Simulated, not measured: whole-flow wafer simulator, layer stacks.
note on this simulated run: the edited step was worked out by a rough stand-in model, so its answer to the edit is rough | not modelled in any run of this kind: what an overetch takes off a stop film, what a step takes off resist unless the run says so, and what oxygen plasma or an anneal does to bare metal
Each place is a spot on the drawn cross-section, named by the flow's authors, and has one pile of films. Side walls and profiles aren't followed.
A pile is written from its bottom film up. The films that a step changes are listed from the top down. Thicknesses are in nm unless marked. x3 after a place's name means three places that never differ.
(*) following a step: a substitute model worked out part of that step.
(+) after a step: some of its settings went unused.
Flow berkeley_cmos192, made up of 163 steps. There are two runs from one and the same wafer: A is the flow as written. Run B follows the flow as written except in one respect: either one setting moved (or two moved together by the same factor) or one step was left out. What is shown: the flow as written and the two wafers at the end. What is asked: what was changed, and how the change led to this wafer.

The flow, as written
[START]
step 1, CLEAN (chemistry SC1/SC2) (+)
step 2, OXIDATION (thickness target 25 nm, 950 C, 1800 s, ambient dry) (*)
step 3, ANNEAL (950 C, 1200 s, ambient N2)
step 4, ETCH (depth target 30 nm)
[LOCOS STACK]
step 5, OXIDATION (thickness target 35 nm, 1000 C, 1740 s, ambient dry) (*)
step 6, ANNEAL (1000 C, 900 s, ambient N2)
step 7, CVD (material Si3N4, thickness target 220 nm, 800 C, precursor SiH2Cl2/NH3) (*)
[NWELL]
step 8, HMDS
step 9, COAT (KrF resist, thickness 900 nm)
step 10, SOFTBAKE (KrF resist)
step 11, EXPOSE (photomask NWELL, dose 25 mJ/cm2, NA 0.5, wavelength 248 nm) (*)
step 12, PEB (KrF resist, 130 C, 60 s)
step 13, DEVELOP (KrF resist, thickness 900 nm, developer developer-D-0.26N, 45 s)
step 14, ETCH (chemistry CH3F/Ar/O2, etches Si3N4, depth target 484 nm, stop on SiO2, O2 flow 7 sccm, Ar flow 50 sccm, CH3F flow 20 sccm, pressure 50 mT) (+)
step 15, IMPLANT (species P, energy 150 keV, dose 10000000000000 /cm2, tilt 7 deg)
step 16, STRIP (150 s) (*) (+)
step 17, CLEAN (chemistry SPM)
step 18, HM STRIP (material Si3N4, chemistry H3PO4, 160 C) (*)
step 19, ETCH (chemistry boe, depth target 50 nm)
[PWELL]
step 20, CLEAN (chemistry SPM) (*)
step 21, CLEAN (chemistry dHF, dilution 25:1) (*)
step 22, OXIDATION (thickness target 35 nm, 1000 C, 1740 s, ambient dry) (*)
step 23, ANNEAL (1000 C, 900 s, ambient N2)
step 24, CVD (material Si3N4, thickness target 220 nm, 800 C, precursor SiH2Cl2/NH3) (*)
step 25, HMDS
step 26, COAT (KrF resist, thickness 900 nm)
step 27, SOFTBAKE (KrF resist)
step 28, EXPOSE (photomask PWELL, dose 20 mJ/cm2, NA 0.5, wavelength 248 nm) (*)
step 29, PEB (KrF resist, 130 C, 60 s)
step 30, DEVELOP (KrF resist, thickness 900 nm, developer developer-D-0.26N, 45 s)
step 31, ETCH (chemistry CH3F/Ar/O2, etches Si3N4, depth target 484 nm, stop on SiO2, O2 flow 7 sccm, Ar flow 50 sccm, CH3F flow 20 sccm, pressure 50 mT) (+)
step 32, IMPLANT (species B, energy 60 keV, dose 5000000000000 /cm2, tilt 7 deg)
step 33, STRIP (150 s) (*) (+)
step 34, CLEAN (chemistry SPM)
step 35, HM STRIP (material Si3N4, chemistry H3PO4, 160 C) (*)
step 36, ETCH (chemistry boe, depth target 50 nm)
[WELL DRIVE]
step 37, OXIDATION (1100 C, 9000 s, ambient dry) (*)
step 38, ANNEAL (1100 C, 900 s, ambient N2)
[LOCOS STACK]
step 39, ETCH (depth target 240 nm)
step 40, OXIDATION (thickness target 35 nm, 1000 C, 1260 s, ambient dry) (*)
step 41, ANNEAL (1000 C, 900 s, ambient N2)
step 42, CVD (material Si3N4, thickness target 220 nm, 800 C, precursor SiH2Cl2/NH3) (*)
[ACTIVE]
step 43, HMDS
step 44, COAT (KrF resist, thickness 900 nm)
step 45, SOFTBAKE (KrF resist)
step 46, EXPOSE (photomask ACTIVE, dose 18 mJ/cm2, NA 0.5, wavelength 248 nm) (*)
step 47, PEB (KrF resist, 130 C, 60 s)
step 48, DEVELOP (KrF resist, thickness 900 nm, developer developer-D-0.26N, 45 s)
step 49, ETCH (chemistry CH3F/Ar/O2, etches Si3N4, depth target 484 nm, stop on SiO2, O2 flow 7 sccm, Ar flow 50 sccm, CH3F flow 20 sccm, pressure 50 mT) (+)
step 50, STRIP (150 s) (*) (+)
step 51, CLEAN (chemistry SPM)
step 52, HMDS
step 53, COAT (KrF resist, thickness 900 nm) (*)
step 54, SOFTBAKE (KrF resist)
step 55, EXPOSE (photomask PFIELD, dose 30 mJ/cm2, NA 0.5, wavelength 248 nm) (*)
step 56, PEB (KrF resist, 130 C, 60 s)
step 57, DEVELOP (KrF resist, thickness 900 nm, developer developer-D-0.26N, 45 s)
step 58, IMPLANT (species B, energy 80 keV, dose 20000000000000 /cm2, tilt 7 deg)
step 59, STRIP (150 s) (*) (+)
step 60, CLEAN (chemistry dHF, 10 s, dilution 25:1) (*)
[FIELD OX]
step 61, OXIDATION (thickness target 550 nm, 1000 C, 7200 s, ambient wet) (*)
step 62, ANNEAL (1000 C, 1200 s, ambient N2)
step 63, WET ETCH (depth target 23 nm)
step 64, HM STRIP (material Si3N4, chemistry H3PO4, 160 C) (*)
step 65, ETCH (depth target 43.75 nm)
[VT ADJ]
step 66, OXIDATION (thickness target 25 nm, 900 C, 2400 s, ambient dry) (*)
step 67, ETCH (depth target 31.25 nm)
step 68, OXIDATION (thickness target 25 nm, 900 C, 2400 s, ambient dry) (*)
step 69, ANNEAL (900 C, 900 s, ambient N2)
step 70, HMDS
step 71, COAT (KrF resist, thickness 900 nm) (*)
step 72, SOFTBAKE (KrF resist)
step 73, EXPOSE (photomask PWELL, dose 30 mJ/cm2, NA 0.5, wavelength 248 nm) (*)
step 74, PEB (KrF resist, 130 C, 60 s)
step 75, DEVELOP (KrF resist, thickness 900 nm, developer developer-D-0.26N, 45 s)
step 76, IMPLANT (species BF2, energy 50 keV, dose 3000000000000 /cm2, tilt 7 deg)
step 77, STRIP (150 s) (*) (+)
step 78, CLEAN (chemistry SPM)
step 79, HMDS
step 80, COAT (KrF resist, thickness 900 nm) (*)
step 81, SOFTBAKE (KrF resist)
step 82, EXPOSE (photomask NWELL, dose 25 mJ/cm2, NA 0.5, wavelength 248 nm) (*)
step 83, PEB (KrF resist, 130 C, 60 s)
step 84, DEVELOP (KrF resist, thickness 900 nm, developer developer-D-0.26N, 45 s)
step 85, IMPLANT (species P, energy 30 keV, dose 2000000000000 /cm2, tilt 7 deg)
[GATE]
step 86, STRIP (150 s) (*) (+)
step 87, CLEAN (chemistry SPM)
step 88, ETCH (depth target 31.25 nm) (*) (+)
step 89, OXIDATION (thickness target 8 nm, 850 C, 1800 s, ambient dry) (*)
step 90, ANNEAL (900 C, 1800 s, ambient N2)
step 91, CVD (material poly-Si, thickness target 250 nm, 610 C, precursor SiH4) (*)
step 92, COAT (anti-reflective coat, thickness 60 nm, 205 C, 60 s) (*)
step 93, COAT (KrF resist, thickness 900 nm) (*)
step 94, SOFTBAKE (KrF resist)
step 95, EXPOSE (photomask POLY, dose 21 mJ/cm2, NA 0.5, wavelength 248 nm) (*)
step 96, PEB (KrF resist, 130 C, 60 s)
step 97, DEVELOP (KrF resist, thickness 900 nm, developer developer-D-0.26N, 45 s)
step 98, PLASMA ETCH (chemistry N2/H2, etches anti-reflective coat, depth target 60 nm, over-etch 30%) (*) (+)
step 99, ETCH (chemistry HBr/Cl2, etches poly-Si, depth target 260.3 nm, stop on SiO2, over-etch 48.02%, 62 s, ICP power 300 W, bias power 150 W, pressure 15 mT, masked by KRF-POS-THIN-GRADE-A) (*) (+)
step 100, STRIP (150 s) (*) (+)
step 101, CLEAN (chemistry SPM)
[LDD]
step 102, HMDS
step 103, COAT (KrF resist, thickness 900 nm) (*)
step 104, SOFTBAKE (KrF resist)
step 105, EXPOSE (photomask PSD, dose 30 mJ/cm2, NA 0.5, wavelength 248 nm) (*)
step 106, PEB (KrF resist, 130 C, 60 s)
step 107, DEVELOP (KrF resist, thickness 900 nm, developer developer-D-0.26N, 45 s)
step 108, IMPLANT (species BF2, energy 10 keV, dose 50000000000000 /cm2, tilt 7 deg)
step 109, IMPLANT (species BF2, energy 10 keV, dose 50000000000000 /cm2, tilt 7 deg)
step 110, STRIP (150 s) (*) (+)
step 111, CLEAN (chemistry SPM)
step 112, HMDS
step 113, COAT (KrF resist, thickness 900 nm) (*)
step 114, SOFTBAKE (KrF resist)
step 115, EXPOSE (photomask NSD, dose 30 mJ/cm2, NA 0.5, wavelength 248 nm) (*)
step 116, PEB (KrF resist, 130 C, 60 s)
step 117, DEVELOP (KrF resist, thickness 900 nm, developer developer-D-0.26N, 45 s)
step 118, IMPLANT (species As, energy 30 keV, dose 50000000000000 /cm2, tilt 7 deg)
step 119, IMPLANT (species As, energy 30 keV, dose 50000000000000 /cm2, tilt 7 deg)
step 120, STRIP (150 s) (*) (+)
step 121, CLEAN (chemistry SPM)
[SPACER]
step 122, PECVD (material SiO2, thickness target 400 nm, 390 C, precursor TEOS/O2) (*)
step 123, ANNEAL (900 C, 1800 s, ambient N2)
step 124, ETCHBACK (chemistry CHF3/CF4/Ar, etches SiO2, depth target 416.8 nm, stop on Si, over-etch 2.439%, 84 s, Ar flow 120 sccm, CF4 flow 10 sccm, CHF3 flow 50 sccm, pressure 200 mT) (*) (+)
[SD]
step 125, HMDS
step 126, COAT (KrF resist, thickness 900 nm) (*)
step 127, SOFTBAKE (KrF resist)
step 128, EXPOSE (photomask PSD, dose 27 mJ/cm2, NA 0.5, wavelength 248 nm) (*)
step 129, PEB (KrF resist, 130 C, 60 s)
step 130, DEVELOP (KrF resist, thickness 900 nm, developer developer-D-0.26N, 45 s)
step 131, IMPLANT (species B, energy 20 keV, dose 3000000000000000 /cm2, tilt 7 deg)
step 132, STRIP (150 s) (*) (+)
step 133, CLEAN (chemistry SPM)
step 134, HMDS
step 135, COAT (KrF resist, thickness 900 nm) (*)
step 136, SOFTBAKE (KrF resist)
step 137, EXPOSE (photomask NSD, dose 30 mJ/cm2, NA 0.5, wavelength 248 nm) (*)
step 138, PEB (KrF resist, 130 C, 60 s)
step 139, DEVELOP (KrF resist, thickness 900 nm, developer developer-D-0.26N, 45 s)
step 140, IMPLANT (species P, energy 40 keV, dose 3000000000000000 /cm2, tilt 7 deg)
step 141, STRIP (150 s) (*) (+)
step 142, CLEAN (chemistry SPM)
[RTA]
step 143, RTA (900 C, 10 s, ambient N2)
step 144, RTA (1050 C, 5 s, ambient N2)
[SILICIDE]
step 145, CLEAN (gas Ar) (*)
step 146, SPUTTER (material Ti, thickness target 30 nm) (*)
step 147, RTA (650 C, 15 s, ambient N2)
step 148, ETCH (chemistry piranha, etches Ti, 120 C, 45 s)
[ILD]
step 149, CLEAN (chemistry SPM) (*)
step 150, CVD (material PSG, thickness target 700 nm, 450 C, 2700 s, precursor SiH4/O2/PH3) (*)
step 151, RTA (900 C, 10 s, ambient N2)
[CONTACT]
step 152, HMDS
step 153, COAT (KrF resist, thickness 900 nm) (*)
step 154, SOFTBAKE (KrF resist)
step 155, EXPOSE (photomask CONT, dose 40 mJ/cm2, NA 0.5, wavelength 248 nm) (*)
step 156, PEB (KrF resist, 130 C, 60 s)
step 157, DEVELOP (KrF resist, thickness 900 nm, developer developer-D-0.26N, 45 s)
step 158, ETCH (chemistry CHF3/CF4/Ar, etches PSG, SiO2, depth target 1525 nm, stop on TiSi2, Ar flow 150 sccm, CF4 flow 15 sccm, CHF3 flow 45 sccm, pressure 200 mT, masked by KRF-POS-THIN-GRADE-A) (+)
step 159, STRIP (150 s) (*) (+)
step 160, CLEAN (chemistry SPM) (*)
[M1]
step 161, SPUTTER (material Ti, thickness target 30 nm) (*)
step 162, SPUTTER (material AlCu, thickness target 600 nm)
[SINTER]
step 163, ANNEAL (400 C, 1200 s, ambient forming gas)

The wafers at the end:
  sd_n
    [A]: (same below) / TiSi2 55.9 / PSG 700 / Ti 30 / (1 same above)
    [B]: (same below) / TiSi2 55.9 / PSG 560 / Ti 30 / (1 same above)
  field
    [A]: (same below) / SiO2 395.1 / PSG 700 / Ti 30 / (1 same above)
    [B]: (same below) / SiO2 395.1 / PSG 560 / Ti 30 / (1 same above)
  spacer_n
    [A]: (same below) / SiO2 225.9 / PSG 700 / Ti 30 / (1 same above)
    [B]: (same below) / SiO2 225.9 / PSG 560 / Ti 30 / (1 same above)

Cause: step 150, CVD: thickness target 560 nm was run, whereas the flow has thickness target 700 nm.
The wafer itself shows it: sd_n has PSG 560, and step 150 as written asks for 700 nm.

Step by step, how the change led to this:
  step 150, CVD (material PSG, thickness target 700 nm, 450 C, 2700 s, precursor SiH4/O2/PH3) (*)
      field, sd_n, spacer_n, gate, spacer_p, gate_p, contact, m1: A +700 PSG (new film) | B +560 PSG (new film)
      sd_p: A +665.5 PSG (new film) | B +534.2 PSG (new film)
  step 158, ETCH (chemistry CHF3/CF4/Ar, etches PSG, SiO2, depth target 1525 nm, stop on TiSi2, Ar flow 150 sccm, CF4 flow 15 sccm, CHF3 flow 45 sccm, pressure 200 mT, masked by KRF-POS-THIN-GRADE-A) (+)
      field, sd_n, spacer_n, gate, sd_p, spacer_p, gate_p, m1: A -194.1 KrF resist | B -159.1 KrF resist
      contact: A -700 PSG (all of it), -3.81 TiSi2 | B -560 PSG (all of it), -3.81 TiSi2
  step 159, STRIP (150 s) (*) (+)
      field: A -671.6 KrF resist (all of it) | B -704.4 KrF resist (all of it)
      sd_n: A -792.3 KrF resist (all of it) | B -826.4 KrF resist (all of it)
      (as well as at 6 more places)
  step 161, SPUTTER (material Ti, thickness target 30 nm) (*)
      contact: A +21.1 Ti (new film) | B +22.7 Ti (new film)
  step 162, SPUTTER (material AlCu, thickness target 600 nm)
      contact: A +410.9 AlCu (new film) | B +447.5 AlCu (new film)
